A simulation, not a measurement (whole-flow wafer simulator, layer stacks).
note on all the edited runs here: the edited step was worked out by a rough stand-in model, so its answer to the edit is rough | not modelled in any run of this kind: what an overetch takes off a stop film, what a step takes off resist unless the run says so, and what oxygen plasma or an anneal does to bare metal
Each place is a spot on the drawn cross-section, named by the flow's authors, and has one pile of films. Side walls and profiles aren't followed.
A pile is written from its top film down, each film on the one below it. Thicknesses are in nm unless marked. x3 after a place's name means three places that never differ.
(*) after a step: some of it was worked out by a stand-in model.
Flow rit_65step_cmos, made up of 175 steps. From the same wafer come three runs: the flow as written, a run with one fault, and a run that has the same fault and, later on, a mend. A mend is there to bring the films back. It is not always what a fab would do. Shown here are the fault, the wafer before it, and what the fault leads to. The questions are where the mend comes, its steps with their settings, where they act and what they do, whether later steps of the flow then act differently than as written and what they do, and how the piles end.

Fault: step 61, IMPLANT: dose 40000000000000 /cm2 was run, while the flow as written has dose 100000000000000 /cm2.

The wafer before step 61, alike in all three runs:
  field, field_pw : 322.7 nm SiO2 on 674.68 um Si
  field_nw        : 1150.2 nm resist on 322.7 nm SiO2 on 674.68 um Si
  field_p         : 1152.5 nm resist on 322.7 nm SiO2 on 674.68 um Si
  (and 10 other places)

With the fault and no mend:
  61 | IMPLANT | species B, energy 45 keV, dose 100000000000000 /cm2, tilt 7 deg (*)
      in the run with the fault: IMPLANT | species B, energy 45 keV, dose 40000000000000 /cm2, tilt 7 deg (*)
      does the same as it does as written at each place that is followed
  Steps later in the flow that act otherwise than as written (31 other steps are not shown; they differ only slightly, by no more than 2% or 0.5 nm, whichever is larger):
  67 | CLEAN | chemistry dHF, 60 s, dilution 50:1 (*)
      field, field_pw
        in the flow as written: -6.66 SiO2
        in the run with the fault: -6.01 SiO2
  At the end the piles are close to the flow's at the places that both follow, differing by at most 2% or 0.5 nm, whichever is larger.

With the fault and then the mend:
  After step 61 comes the mend.
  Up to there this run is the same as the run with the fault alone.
  61a | IMPLANT | species B, energy 45 keV, dose 60000000000000 /cm2, tilt 7 deg (*) (the flow's step 61 again, with other settings)
      leaves every film unchanged at each place that is followed
  None of the later steps of the flow acts differently than as written at any place that is followed.
  The piles end the same as the flow's at every place that both follow.
